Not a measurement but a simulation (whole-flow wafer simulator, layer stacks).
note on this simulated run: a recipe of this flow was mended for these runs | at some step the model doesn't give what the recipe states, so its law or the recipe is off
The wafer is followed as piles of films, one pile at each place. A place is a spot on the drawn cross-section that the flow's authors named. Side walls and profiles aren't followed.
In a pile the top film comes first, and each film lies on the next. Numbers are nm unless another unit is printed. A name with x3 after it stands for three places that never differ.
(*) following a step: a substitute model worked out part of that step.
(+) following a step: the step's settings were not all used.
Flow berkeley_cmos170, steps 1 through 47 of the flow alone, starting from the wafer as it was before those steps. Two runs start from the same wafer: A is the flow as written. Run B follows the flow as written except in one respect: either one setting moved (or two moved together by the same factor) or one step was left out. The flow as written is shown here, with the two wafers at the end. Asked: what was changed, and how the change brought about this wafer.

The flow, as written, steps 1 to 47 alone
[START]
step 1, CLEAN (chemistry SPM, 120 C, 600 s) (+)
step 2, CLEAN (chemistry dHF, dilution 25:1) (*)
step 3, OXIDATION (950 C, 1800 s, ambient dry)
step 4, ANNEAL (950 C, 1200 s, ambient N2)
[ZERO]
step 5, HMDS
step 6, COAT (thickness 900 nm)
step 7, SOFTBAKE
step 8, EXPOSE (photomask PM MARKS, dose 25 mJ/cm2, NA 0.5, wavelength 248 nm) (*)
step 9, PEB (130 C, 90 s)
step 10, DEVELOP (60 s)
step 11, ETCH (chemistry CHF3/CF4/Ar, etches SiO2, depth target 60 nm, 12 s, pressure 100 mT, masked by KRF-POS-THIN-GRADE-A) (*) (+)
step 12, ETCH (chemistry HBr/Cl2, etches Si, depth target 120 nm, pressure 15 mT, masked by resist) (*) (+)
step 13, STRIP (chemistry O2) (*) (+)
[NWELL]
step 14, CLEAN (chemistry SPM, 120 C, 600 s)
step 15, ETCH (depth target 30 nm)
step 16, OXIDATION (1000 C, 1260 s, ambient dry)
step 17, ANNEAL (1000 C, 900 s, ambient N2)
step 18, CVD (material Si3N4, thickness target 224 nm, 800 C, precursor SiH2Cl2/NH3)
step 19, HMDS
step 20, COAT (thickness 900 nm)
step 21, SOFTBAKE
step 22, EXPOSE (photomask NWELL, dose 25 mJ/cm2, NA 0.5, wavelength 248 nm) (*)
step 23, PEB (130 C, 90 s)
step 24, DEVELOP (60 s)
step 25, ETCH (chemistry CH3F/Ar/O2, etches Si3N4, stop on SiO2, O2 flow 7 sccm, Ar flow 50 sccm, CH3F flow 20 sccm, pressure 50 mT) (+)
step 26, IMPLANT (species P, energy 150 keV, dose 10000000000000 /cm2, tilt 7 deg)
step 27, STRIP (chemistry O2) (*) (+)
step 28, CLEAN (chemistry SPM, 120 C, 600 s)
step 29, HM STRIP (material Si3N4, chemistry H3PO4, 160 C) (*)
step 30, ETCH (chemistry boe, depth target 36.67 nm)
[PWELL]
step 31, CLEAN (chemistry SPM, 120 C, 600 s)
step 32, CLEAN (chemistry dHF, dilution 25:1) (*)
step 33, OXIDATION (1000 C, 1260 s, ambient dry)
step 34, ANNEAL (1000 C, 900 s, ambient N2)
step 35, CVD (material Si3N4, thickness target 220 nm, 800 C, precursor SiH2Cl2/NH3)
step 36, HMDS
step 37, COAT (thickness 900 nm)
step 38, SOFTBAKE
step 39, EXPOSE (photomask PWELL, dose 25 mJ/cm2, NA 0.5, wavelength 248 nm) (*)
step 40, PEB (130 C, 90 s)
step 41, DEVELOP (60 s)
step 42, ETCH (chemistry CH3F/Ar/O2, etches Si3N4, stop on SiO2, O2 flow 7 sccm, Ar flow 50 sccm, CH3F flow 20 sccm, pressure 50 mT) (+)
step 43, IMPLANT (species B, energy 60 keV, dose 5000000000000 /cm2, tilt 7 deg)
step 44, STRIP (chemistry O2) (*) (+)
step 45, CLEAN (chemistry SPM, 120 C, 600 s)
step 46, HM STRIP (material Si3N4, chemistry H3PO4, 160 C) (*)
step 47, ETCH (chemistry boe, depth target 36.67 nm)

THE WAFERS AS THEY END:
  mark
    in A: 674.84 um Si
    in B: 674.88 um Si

The reason: step 12, ETCH: depth target 82 nm was run, while the flow as written has depth target 120 nm.

The path from the change to this, step by step:
  step 12, ETCH (chemistry HBr/Cl2, etches Si, depth target 120 nm, pressure 15 mT, masked by resist) (*) (+)
      field x9, sd_p x3: A KrF-resist loses 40 | B KrF-resist loses 27.3
      mark: A Si loses 120 | B Si loses 82
